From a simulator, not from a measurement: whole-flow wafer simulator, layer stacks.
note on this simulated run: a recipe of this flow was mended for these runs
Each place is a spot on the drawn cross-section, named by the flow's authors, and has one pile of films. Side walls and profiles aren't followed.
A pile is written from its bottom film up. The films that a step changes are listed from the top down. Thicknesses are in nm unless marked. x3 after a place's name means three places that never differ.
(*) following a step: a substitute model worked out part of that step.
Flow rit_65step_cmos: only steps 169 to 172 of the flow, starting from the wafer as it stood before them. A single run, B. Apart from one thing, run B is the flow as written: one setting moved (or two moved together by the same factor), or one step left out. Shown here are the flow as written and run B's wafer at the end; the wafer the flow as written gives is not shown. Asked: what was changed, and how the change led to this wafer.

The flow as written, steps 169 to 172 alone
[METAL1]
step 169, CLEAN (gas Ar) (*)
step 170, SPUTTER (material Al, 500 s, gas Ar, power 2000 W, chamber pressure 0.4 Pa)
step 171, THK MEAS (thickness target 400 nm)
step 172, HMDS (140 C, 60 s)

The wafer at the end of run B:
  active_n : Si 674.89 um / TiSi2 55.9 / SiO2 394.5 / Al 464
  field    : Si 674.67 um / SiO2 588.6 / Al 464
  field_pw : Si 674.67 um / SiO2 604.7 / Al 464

The reason: step 170, SPUTTER: 580 s was run, though the flow has 500 s.

The path from the change to this, step by step:
  step 170, SPUTTER (material Al, 500 s, gas Ar, power 2000 W, chamber pressure 0.4 Pa)
      field, field_pw, field_nw and 10 more: +464 Al (new film) (as written it would have been: +400 Al (new film))
      contact: +292 Al (new film) (as written it would have been: +255.4 Al (new film))
